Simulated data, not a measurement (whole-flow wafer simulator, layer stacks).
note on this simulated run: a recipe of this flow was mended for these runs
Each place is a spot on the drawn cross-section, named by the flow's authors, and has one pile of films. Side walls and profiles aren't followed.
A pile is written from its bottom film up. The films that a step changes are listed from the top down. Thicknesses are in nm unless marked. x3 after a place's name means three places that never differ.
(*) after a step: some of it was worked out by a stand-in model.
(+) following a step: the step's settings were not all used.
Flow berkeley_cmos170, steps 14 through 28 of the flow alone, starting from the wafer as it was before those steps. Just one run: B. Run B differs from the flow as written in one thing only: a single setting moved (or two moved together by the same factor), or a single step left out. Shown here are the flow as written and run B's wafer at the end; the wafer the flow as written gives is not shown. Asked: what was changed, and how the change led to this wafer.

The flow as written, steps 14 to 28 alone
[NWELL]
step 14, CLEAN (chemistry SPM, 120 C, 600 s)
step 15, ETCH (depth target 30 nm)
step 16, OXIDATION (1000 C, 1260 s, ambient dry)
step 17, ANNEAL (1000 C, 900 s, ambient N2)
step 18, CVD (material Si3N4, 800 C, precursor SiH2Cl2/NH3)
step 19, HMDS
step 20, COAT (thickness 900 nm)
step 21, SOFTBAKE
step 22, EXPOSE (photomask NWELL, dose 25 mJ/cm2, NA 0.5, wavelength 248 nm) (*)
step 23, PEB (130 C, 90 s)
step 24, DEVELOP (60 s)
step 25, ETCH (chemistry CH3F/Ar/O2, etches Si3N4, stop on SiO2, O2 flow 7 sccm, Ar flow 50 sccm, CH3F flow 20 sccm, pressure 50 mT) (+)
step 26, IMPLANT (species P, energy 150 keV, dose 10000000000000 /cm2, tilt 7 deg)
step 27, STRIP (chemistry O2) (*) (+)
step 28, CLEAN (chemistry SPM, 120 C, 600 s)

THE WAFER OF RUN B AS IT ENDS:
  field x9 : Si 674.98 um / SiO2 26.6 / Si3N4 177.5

Cause: step 18, CVD: 780 C was run, while the flow as written has 800 C.

Step by step, how the change led to this:
  step 18, CVD (material Si3N4, 800 C, precursor SiH2Cl2/NH3)
      field x9, mark, sd_p x3: +177.5 Si3N4 (new film) (as written it would have been: +224 Si3N4 (new film))
  step 25, ETCH (chemistry CH3F/Ar/O2, etches Si3N4, stop on SiO2, O2 flow 7 sccm, Ar flow 50 sccm, CH3F flow 20 sccm, pressure 50 mT) (+)
      field x9, mark: -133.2 KrF-resist (as written it would have been: -164.2 KrF-resist)
      sd_p x3: -177.5 Si3N4 (all of it), -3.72 SiO2 (as written it would have been: -224 Si3N4 (all of it), -3.72 SiO2)
  step 27, STRIP (chemistry O2) (*) (+)
      field x9, mark: -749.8 KrF-resist (all of it) (as written it would have been: -718.8 KrF-resist (all of it))
